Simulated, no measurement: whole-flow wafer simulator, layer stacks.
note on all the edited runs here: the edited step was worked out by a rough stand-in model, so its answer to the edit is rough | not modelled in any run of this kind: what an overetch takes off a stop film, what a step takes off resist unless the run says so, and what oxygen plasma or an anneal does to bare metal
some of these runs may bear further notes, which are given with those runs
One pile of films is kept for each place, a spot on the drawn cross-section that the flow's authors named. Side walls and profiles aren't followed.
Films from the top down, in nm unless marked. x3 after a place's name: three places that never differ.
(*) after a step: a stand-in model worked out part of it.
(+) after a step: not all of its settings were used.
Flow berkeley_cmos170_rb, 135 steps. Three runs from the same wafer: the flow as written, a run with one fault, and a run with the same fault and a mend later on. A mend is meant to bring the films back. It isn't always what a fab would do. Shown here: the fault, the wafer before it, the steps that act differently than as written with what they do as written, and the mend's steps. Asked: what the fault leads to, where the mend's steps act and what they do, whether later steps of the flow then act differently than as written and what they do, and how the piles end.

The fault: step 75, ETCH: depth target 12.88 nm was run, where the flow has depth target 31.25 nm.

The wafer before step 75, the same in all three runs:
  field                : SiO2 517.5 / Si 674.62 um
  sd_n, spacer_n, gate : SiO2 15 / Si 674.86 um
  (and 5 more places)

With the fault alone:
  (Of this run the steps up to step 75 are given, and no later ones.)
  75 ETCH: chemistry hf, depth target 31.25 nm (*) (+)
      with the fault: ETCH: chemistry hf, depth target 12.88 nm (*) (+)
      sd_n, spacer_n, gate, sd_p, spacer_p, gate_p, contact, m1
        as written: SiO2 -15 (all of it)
        with the fault: SiO2 -12.9
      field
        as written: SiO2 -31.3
        with the fault: SiO2 -12.9
  After step 75 the piles differ from the flow's by more than 2% or 0.5 nm, whichever is larger, at field, sd_n, spacer_n and 6 more.
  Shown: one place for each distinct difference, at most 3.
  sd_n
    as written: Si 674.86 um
    with the fault: SiO2 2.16 / Si 674.86 um
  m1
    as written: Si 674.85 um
    with the fault: SiO2 2.16 / Si 674.85 um
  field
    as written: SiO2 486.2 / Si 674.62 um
    with the fault: SiO2 504.6 / Si 674.62 um

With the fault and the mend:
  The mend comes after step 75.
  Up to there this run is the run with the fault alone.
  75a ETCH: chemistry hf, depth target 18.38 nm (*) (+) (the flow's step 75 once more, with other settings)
      sd_n, spacer_n, gate, sd_p, spacer_p, gate_p, contact, m1
        SiO2 -2.16 (all of it)
      field
        SiO2 -18.4
  No later step of the flow acts differently than as written, at any place that is followed, by more than 2% or 0.5 nm, whichever is larger.
  At the end the piles are the same as the flow's at every place that both follow.
